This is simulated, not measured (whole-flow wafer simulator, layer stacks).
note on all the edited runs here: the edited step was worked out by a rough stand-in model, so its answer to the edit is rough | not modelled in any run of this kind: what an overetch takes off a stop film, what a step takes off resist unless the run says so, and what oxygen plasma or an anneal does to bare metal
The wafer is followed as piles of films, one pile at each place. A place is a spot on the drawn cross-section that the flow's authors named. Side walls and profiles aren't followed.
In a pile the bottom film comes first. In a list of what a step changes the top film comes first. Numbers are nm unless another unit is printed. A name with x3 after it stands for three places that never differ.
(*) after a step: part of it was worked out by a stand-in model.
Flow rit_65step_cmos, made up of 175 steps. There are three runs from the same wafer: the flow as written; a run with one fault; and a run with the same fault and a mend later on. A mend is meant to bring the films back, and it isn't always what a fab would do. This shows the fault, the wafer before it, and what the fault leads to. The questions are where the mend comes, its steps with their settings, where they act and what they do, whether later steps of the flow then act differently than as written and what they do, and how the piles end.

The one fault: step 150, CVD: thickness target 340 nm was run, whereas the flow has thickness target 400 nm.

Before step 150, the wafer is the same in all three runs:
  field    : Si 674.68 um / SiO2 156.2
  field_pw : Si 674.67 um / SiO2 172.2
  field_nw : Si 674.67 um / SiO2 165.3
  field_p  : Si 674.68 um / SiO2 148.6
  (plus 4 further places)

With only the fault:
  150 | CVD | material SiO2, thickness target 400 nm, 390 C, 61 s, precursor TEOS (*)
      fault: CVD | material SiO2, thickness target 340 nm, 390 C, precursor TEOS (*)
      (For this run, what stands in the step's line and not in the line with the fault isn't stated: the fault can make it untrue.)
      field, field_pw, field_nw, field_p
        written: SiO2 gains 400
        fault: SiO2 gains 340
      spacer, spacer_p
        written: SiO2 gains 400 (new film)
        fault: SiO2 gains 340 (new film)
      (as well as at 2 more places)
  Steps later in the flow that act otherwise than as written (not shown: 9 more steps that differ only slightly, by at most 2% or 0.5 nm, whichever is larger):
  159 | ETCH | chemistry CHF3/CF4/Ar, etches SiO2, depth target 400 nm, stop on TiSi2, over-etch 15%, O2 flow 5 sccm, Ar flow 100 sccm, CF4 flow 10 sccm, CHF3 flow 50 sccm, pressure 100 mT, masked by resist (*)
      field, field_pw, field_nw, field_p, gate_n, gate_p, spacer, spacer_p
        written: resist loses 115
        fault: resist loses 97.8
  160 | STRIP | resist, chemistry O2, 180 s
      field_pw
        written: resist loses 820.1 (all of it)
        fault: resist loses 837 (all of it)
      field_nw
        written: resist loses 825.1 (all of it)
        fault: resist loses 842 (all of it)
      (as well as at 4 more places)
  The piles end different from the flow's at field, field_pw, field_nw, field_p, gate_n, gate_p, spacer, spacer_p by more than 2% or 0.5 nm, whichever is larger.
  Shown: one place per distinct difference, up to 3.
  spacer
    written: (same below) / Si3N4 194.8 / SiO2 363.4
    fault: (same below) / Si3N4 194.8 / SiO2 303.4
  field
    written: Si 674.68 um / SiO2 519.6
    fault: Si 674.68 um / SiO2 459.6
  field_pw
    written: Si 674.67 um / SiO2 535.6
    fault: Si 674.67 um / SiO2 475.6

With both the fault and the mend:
  The mend follows step 151.
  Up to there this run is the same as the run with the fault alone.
  151a | CVD | material SiO2, thickness target 60 nm, 390 C, precursor TEOS (*) (a further turn of the flow's step 150, with different settings)
      field, field_pw, field_nw, field_p, spacer, spacer_p
        SiO2 gains 60
      gate_n, gate_p
        SiO2 gains 59
  Every later step of the flow that is run acts as written, at every place that is followed, to within 2% or 0.5 nm, whichever is larger.
  At the end the piles are close to the flow's at the places that both follow, differing by at most 2% or 0.5 nm, whichever is larger.
